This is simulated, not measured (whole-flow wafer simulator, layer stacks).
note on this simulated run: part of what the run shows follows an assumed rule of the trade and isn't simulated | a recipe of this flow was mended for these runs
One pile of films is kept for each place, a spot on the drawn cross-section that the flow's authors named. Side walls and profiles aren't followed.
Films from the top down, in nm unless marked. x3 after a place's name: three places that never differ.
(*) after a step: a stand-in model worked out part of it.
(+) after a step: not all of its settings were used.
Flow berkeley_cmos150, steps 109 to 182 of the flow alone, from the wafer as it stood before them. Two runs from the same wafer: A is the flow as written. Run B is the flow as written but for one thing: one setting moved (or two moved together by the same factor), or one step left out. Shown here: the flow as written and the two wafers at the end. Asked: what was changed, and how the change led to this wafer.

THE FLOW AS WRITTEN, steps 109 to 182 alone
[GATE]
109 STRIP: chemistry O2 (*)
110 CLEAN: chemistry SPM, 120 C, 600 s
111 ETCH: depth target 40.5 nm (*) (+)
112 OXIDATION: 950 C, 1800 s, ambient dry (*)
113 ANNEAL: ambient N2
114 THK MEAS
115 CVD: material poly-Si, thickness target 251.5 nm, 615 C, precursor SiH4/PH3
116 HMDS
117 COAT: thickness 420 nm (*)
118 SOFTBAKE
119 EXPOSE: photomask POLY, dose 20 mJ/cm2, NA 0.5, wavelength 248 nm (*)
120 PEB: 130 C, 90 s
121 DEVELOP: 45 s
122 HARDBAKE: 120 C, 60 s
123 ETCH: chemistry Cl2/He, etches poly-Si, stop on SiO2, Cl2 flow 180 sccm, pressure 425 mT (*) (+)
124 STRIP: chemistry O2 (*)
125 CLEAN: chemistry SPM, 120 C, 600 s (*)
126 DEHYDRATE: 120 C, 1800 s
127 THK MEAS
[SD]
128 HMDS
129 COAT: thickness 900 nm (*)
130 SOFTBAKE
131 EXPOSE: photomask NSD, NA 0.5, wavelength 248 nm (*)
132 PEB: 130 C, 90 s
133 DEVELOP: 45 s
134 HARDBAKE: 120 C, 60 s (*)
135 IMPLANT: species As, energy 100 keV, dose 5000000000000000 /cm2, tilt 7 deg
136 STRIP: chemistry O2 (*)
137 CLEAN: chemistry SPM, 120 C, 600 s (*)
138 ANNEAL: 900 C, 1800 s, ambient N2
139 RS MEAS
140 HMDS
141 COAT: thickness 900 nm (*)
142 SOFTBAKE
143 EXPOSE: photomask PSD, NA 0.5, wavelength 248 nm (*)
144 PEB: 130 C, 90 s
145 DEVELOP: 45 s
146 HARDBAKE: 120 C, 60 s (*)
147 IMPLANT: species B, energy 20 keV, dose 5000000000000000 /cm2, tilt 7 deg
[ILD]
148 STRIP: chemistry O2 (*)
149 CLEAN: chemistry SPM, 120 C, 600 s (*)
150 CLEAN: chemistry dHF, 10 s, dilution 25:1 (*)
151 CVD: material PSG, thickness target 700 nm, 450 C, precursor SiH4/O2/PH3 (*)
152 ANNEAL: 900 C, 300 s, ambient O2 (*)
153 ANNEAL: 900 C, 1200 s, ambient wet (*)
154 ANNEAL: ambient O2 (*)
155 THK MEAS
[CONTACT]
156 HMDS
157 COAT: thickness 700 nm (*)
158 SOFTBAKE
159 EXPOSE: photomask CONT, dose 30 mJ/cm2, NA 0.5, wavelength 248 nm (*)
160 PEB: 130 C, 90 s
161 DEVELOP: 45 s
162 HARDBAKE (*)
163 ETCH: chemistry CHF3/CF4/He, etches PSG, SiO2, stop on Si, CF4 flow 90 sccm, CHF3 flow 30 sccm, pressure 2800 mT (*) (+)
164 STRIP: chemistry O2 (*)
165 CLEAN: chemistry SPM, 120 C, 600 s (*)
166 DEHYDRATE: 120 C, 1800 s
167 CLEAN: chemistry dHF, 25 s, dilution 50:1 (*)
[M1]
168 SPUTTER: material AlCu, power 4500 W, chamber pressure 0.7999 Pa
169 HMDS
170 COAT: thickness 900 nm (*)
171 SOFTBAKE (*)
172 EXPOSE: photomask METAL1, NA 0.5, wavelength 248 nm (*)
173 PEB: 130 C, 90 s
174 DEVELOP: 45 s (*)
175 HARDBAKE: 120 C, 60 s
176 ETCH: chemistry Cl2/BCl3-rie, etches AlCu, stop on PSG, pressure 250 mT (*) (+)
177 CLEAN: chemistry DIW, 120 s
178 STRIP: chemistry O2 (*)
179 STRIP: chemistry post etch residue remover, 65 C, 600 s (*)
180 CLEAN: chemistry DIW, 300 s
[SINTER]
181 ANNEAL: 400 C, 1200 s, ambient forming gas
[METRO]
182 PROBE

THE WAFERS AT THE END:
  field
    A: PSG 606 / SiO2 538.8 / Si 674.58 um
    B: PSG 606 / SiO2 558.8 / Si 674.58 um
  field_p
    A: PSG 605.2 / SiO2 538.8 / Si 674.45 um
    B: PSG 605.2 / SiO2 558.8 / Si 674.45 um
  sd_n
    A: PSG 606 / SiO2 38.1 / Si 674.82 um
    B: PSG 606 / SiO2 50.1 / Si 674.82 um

The cause: step 111, ETCH: depth target 20.25 nm was run, where the flow has depth target 40.5 nm.

How the change led to this, step by step:
  111 ETCH: depth target 40.5 nm (*) (+)
      sd_n: A SiO2 -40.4 (all of it) | B SiO2 -20.3
      field, field_p: A SiO2 -40.5 | B SiO2 -20.2
  112 OXIDATION: 950 C, 1800 s, ambient dry (*)
      sd_n: A SiO2 +20.4 (new film), Si -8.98 | B SiO2 +12.5, Si -5.51
  124 STRIP: chemistry O2 (*)
      gate_n: A chemical SiO2 +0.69 (new film), KrF-resist -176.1 (all of it), poly-Si -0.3 | B chemical SiO2 +0.69 (new film), KrF-resist -184.2 (all of it), poly-Si -0.3
      gate_p: A chemical SiO2 +0.69 (new film), KrF-resist -213.2 (all of it), poly-Si -0.3 | B chemical SiO2 +0.69 (new film), KrF-resist -217.6 (all of it), poly-Si -0.3
  164 STRIP: chemistry O2 (*)
      gate_n: A KrF-resist -331.2 (all of it) | B KrF-resist -339.7 (all of it)
      gate_p: A KrF-resist -375.7 (all of it) | B KrF-resist -383.9 (all of it)
  176 ETCH: chemistry Cl2/BCl3-rie, etches AlCu, stop on PSG, pressure 250 mT (*) (+)
      gate_p: A AlCu -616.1 (all of it), PSG -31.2 | B AlCu -608.1 (all of it), PSG -32.3
  178 STRIP: chemistry O2 (*)
      m1: A thick-KrF-resist -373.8 (all of it) | B thick-KrF-resist -383.3 (all of it)
